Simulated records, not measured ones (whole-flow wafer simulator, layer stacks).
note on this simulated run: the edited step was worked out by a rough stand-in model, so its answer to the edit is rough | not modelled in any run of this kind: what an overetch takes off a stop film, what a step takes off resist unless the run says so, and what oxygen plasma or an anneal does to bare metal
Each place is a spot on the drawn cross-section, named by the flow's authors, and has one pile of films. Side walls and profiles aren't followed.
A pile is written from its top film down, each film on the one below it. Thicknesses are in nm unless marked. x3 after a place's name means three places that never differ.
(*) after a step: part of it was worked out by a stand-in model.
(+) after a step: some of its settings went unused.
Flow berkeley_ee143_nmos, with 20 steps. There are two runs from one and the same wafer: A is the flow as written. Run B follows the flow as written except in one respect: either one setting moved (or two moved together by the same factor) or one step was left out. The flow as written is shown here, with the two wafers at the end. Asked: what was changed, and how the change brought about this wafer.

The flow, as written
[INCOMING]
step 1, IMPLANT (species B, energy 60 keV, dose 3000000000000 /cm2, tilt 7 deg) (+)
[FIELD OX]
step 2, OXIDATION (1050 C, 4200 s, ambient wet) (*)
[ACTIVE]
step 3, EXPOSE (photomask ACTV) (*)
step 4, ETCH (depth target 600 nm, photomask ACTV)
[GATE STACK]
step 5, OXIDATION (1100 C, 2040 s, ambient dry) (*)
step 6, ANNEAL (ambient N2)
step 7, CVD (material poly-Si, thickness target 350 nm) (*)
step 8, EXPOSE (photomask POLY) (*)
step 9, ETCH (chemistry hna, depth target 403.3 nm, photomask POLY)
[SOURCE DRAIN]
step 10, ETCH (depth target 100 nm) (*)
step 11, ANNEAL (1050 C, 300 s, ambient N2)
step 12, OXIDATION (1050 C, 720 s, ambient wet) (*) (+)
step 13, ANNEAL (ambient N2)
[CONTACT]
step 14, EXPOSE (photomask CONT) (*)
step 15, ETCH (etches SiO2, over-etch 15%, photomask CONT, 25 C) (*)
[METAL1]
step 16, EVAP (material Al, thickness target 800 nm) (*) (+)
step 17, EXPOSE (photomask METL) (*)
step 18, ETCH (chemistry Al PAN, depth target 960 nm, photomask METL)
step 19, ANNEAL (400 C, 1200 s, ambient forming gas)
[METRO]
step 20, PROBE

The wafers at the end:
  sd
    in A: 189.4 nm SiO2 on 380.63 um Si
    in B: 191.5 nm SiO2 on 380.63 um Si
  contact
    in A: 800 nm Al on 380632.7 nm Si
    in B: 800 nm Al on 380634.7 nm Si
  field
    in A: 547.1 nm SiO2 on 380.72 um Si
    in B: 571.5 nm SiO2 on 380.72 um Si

Cause: step 10, ETCH: depth target 73 nm was run, whereas the flow has depth target 100 nm.

The path from the change to this, step by step:
  step 10, ETCH (depth target 100 nm) (*)
      sd, contact: A -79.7 SiO2 (all of it) | B -73 SiO2
      field: A -100 SiO2 | B -73 SiO2
  step 12, OXIDATION (1050 C, 720 s, ambient wet) (*) (+)
      sd, contact: A +189.4 SiO2 (new film), -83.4 Si | B +184.9 SiO2, -81.3 Si
      field: A +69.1 SiO2, -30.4 Si | B +66.5 SiO2, -29.3 Si
